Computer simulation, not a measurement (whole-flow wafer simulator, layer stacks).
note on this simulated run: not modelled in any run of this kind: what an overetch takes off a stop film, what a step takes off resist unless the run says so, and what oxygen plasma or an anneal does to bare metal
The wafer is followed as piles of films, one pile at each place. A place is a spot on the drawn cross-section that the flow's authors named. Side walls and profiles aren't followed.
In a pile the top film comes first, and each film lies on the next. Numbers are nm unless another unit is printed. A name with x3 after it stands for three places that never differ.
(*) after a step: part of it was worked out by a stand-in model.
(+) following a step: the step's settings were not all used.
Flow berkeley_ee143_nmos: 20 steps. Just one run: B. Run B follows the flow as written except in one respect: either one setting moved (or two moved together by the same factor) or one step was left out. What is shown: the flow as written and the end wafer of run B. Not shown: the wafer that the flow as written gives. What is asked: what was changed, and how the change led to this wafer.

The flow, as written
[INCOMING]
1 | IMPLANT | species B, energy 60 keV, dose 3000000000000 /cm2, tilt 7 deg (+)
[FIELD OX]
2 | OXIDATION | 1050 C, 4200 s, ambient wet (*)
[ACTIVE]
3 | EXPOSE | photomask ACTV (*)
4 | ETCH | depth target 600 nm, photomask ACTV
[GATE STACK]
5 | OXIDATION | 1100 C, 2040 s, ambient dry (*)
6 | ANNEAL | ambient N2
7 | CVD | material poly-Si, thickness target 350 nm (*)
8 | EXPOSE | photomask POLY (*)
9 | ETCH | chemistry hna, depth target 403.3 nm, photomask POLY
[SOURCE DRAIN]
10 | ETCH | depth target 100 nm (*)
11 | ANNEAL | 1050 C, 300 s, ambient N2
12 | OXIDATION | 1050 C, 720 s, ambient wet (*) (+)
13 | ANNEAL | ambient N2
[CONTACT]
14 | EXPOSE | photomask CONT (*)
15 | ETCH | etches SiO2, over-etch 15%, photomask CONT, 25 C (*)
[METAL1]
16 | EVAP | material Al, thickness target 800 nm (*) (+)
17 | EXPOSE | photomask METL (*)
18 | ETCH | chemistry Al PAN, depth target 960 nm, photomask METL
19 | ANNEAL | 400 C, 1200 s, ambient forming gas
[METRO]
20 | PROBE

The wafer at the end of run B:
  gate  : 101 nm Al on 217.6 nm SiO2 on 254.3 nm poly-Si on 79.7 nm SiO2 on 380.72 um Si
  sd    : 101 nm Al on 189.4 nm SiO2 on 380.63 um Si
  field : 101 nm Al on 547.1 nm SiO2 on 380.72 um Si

The reason: step 18, ETCH: depth target 699 nm was run, whereas the flow has depth target 960 nm.

The path from the change to this, step by step:
  18 | ETCH | chemistry Al PAN, depth target 960 nm, photomask METL
      gate, sd, field: Al loses 699 (in the flow as written it would be: Al loses 800 (all of it))
With metal films that touch counted as one body, gate has 1 body; the flow as written gives 0 bodies.
With metal films that touch counted as one body, sd has 1 body; the flow as written gives 0 bodies.
With metal films that touch counted as one body, field has 1 body; the flow as written gives 0 bodies.
